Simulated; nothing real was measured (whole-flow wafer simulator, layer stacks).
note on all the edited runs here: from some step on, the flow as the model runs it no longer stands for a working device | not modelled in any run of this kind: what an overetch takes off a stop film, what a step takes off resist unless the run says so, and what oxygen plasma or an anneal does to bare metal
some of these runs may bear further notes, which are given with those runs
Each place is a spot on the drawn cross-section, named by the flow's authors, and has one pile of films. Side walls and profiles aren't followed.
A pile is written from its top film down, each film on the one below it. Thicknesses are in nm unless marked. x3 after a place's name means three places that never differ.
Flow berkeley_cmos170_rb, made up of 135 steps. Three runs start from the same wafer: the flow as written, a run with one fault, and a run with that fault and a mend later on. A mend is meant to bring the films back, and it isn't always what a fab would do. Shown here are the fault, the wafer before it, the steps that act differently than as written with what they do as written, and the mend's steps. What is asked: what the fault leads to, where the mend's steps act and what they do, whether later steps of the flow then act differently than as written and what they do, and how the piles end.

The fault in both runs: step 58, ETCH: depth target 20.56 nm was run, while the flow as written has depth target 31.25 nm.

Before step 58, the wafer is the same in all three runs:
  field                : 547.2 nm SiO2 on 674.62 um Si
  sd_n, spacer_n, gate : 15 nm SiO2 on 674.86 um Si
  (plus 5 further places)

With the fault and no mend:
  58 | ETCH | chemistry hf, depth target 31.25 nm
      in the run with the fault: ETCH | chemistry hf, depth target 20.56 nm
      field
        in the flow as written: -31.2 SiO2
        in the run with the fault: -20.6 SiO2
  Steps further on in the flow that do not act as written (not shown: 31 more steps that differ only slightly, by at most 2% or 0.5 nm, whichever is larger):
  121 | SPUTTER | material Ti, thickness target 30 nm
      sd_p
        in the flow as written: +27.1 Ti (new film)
        in the run with the fault: +25.3 Ti (new film)
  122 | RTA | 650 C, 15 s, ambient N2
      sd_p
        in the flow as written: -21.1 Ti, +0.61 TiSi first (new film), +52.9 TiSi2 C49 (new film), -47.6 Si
        in the run with the fault: -19.7 Ti, +50.2 TiSi2 C49 (new film), -44.8 Si
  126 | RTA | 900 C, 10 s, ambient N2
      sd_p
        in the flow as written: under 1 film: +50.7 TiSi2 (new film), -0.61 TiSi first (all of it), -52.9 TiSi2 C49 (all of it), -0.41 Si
        in the run with the fault: under 1 film: +47.2 TiSi2 (new film), -50.2 TiSi2 C49 (all of it)
  At sd_p, the piles at the end differ from the flow's by more than 2% or 0.5 nm, whichever is larger.
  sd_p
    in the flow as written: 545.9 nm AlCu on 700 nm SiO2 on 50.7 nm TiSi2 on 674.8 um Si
    in the run with the fault: 541.4 nm AlCu on 700 nm SiO2 on 47.2 nm TiSi2 on 674.81 um Si

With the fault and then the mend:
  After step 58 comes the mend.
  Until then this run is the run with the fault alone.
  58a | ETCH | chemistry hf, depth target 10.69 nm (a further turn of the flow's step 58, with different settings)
      field
        -10.7 SiO2
  Later steps of the flow that are run all act as written at every place that is followed, up to a difference of at most 2% or 0.5 nm, whichever is larger.
  By the end, the piles equal the flow's at every place that both follow.
